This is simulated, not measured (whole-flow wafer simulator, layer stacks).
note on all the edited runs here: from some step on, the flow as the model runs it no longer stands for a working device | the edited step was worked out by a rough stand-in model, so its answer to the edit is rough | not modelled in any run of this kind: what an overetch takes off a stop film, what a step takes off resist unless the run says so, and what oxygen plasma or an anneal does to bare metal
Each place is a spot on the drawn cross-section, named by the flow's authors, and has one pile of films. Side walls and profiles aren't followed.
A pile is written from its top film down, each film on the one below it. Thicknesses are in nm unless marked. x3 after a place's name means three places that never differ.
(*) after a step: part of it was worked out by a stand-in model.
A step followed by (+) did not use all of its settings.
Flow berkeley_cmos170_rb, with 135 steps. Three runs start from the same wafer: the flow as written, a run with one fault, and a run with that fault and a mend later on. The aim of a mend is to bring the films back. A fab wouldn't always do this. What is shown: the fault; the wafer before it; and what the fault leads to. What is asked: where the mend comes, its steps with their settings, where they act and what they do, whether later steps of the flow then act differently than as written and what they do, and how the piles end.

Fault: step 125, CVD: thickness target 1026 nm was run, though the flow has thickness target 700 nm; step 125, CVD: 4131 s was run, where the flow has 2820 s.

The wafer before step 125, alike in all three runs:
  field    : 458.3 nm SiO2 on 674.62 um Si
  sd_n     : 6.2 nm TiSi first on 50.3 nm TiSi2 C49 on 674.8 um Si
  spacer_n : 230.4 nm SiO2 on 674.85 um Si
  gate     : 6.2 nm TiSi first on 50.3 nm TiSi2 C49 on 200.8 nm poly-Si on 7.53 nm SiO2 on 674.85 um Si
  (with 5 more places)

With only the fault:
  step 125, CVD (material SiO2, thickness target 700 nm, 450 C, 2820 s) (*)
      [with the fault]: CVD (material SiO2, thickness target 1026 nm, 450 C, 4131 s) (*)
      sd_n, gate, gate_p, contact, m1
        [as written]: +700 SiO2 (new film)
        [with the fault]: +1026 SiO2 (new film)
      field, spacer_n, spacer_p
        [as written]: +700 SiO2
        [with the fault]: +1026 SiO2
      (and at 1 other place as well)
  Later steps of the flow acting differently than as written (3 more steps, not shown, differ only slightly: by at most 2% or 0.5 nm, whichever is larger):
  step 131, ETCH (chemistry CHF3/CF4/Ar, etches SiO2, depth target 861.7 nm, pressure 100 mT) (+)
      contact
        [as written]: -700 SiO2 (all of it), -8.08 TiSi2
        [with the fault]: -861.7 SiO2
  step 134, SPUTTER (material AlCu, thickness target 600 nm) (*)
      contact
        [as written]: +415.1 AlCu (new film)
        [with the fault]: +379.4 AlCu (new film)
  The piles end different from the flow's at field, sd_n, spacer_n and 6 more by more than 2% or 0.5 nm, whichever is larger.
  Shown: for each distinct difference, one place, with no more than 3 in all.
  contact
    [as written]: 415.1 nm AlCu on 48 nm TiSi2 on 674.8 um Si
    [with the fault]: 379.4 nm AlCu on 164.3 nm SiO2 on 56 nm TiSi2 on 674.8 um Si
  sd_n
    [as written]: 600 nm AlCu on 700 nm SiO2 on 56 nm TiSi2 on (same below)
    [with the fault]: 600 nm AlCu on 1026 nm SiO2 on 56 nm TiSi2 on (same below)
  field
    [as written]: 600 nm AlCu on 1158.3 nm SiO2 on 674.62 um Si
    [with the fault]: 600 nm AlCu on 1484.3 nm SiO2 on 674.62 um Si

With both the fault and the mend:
  The mend stands after step 125.
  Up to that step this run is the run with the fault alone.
  step 125a, ETCH (chemistry boe, depth target 321.8 nm)
      field, sd_n, spacer_n and 6 more
        -321.8 SiO2
  Every later step of the flow that is run acts as written, at every place that is followed, to within 2% or 0.5 nm, whichever is larger.
  At the end the piles are close to the flow's at the places that both follow, differing by at most 2% or 0.5 nm, whichever is larger.
